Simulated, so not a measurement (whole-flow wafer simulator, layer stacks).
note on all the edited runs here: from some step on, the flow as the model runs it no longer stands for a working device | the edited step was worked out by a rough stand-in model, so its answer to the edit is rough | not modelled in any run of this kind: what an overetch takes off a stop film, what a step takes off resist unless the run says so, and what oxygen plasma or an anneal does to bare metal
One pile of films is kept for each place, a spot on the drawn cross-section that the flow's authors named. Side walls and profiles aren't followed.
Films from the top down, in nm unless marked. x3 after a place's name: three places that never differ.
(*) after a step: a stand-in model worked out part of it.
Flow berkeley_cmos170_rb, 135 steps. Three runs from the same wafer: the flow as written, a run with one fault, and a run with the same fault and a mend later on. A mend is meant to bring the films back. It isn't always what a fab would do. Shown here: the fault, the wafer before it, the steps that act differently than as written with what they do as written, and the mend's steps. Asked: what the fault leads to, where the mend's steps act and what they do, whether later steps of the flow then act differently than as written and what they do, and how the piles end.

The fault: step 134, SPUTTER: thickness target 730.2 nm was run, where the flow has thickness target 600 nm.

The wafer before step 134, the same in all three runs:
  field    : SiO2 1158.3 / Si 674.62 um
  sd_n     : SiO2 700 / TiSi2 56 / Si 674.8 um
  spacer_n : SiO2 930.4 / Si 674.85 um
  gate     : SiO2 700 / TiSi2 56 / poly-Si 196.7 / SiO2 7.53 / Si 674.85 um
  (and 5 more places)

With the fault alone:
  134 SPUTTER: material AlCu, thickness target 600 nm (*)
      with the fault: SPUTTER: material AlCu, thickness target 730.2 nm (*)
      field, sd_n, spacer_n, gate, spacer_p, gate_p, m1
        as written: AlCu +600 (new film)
        with the fault: AlCu +730.2 (new film)
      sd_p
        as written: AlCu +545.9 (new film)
        with the fault: AlCu +670.8 (new film)
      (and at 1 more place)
  No later step of the flow acts differently than as written at any place that is followed.
  At the end the piles differ from the flow's by more than 2% or 0.5 nm, whichever is larger, at field, sd_n, spacer_n and 6 more.
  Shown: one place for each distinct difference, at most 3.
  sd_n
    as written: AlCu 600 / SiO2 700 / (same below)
    with the fault: AlCu 730.2 / SiO2 700 / (same below)
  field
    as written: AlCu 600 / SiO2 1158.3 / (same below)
    with the fault: AlCu 730.2 / SiO2 1158.3 / (same below)
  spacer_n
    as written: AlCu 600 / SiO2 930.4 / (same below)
    with the fault: AlCu 730.2 / SiO2 930.4 / (same below)

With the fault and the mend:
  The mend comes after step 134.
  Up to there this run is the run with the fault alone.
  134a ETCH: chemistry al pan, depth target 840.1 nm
      field, sd_n, spacer_n, gate, spacer_p, gate_p, m1
        AlCu -730.2 (all of it)
      sd_p
        AlCu -670.8 (all of it)
      contact
        AlCu -500 (all of it)
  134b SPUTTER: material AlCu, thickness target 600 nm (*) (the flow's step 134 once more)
      field, sd_n, spacer_n, gate, spacer_p, gate_p, m1
        AlCu +600 (new film)
      sd_p
        AlCu +545.9 (new film)
      contact
        AlCu +415.1 (new film)
  No later step of the flow acts differently than as written at any place that is followed.
  At the end the piles are the same as the flow's at every place that both follow.
